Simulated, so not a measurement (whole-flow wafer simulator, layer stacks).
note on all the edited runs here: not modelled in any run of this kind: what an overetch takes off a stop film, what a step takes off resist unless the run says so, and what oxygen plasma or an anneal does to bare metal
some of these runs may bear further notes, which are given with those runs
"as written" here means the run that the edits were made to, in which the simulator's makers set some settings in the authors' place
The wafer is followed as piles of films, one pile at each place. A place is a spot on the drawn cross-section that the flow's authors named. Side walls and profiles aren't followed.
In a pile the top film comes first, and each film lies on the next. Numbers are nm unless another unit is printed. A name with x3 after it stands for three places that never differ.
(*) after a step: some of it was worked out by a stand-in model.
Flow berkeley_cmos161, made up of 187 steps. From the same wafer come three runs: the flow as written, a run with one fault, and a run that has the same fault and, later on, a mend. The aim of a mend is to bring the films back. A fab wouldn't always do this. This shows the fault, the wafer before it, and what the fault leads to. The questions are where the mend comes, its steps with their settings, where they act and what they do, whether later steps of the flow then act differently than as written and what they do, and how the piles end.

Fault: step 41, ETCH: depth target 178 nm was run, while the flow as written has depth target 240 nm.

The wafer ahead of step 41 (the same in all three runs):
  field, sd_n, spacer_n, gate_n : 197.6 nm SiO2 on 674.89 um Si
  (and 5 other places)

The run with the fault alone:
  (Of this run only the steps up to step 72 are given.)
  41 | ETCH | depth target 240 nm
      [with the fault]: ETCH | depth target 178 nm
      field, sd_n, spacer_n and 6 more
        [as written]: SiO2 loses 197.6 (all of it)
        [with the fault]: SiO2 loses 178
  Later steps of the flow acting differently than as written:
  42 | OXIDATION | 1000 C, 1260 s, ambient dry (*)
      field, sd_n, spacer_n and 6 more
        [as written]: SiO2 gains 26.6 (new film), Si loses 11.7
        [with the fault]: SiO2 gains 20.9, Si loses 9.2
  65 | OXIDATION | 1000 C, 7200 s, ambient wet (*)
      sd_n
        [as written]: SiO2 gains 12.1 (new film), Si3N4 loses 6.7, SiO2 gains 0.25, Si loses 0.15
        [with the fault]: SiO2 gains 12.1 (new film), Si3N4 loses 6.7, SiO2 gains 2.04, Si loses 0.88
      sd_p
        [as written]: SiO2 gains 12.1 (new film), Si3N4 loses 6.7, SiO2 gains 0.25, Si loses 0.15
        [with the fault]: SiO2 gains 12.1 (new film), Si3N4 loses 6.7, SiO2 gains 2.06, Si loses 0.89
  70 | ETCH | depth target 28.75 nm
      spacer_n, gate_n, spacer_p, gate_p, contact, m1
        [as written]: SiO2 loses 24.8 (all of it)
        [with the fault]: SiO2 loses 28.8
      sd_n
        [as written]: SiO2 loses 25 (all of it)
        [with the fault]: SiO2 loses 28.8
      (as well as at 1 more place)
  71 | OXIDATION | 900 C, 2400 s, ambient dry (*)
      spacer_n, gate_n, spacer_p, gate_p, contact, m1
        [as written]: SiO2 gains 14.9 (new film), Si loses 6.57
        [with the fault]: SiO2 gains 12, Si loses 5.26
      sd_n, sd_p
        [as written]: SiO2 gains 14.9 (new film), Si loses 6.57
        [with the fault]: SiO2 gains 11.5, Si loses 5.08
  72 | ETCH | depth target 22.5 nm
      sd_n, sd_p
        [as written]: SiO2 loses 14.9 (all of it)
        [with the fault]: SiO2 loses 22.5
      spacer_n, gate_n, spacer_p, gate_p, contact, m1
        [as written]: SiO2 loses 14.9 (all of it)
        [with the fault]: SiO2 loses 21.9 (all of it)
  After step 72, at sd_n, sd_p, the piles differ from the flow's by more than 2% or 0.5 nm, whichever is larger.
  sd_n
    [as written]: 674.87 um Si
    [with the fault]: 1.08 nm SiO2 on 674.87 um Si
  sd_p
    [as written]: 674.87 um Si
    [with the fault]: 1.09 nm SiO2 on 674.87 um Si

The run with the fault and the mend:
  The mend follows step 41.
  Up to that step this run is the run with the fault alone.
  41a | ETCH | depth target 62 nm (a further turn of the flow's step 41, with different settings)
      field, sd_n, spacer_n and 6 more
        SiO2 loses 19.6 (all of it)
  None of the later steps of the flow acts differently than as written at any place that is followed.
  At every place that both follow, the piles at the end match the flow's.
